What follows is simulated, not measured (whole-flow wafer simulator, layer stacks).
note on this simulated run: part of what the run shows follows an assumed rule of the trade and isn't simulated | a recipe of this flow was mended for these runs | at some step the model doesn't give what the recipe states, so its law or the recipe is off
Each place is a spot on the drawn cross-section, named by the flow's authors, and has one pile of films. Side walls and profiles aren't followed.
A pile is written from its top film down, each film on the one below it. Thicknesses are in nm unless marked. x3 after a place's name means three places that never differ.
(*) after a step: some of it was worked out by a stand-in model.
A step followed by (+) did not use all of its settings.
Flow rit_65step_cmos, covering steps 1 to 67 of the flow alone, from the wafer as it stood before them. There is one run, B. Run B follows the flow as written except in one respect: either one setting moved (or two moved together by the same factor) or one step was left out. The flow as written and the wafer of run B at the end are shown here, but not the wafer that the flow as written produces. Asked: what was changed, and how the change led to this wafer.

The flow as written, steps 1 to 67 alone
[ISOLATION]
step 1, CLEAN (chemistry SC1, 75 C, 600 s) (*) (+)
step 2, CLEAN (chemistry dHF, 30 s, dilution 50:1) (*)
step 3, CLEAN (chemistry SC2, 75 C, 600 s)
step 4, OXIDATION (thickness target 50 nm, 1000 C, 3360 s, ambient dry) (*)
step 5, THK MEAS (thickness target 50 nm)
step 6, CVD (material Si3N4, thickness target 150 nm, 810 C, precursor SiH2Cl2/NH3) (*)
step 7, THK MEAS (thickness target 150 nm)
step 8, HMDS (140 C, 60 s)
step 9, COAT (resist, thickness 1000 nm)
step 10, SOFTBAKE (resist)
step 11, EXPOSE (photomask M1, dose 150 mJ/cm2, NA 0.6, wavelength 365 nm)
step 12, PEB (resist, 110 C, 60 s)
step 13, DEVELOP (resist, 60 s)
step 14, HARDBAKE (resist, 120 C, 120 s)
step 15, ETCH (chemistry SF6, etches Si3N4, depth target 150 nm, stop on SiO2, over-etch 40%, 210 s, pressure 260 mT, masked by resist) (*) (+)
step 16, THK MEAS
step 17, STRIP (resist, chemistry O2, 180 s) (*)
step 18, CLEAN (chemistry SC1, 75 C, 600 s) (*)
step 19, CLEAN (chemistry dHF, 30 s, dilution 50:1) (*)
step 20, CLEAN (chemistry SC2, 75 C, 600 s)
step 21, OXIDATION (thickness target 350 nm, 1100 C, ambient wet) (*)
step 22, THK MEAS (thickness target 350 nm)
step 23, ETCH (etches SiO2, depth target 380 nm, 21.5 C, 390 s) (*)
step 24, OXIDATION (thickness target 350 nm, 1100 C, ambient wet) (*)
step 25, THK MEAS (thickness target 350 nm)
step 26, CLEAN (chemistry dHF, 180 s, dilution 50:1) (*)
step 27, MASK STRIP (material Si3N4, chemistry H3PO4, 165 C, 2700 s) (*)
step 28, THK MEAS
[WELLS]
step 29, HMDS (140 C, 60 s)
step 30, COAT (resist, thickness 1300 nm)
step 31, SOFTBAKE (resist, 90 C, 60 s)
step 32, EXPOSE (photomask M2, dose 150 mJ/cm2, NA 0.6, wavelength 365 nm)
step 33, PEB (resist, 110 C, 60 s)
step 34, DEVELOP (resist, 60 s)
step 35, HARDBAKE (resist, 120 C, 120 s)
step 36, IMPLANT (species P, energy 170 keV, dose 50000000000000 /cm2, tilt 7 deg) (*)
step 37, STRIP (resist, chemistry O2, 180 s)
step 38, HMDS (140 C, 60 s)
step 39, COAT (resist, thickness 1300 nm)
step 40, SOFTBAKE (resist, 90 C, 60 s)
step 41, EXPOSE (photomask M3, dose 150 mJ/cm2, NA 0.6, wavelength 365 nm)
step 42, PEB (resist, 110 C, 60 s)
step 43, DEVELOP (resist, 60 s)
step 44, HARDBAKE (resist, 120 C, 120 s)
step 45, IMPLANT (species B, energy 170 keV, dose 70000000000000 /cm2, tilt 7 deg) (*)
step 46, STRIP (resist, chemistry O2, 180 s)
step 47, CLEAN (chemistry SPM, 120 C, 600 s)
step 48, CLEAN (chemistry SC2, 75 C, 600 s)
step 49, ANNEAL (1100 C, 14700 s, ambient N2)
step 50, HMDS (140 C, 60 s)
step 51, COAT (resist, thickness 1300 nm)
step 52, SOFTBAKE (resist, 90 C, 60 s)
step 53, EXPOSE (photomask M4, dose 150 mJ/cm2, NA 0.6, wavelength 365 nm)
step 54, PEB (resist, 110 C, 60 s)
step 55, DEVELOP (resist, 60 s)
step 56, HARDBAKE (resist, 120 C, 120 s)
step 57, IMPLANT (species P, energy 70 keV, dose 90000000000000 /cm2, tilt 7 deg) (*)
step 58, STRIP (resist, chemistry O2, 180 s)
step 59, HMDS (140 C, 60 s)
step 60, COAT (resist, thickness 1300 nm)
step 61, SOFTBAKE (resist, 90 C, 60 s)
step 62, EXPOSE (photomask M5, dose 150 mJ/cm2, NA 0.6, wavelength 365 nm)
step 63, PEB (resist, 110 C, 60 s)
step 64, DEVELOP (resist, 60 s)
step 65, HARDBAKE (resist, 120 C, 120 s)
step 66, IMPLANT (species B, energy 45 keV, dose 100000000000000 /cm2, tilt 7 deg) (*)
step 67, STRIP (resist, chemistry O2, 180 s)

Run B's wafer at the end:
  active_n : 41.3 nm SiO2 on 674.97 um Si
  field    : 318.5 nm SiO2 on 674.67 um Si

Cause: step 27, MASK STRIP: 3746 s was run, while the flow as written has 2700 s.

Step by step, how the change led to this:
  step 27, MASK STRIP (material Si3N4, chemistry H3PO4, 165 C, 2700 s) (*)
      active_n, active_p, gate_n and 7 more: Si3N4 loses 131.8 (all of it), SiO2 loses 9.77 (in the flow as written it would be: Si3N4 loses 131.8 (all of it), SiO2 loses 5.64)
      field, field_pw, field_nw, field_p: SiO2 loses 14.8 (in the flow as written it would be: SiO2 loses 10.7)
